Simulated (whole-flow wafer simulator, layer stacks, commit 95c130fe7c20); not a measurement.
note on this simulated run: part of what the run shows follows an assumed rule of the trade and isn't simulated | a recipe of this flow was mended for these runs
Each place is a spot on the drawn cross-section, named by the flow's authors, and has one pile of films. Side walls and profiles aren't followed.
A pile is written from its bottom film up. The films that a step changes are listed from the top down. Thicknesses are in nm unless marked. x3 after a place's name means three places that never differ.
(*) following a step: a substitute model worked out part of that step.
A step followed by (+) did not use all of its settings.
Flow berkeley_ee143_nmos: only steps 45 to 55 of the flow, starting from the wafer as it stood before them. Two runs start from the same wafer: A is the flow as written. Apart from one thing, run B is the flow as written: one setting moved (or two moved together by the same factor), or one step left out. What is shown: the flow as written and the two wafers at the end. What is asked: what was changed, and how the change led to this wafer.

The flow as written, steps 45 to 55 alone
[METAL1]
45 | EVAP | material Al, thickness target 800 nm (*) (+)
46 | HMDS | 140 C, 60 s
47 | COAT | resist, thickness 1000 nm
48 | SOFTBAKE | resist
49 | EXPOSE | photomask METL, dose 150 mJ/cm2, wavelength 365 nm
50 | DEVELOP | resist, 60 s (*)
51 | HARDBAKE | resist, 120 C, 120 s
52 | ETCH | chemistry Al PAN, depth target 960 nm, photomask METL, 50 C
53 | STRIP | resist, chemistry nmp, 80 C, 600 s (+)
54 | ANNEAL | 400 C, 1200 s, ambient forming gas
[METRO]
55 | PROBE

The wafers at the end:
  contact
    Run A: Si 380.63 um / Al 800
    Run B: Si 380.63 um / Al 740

The reason: step 45, EVAP: thickness target 740 nm was run, while the flow as written has thickness target 800 nm.
The wafer lets one read it off: contact has Al 740, and step 45 as written asks for 800 nm.

How this came from the change, step by step:
  45 | EVAP | material Al, thickness target 800 nm (*) (+)
      gate, sd, contact, field: A Al gains 800 (new film) | B Al gains 740 (new film)
  52 | ETCH | chemistry Al PAN, depth target 960 nm, photomask METL, 50 C
      gate, sd, field: A Al loses 786.7 (all of it) | B Al loses 726.7 (all of it)
